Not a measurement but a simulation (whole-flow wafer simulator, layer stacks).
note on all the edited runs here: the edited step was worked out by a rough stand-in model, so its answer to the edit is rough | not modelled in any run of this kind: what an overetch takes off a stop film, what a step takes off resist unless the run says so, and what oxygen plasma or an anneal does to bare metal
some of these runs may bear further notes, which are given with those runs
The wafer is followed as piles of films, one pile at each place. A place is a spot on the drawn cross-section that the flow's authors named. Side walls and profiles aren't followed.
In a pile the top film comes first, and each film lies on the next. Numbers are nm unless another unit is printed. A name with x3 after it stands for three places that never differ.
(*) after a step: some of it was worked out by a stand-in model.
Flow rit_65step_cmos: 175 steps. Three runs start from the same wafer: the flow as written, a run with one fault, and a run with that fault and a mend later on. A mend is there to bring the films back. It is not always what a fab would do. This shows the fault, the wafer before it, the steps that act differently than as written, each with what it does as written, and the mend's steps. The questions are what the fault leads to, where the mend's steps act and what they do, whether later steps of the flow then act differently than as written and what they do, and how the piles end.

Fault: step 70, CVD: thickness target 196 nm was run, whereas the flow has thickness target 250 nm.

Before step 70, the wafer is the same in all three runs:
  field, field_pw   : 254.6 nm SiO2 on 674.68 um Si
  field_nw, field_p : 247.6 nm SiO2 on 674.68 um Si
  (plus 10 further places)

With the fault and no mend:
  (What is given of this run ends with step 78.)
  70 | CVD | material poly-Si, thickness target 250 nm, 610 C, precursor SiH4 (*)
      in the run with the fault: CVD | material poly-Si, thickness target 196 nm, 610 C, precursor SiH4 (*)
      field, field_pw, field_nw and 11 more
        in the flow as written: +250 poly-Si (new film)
        in the run with the fault: +196 poly-Si (new film)
  Every later step of the flow up to step 78 that is run acts as written, at every place that is followed, to within 2% or 0.5 nm, whichever is larger.
  Once step 78 is done, the piles at field, field_pw, field_nw and 11 more depart from the flow's by more than 2% or 0.5 nm, whichever is larger.
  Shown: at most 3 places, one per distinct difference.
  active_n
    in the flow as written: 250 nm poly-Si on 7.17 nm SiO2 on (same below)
    in the run with the fault: 196 nm poly-Si on 7.17 nm SiO2 on (same below)
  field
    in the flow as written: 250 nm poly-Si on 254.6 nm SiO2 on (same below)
    in the run with the fault: 196 nm poly-Si on 254.6 nm SiO2 on (same below)
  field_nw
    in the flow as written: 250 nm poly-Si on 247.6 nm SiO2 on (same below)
    in the run with the fault: 196 nm poly-Si on 247.6 nm SiO2 on (same below)

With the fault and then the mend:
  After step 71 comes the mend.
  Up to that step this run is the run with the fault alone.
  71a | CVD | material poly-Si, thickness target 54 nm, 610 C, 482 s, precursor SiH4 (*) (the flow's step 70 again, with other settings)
      field, field_pw, field_nw and 11 more
        +54 poly-Si
  Every later step of the flow that is run acts as written at every place that is followed.
  By the end, the piles equal the flow's at every place that both follow.
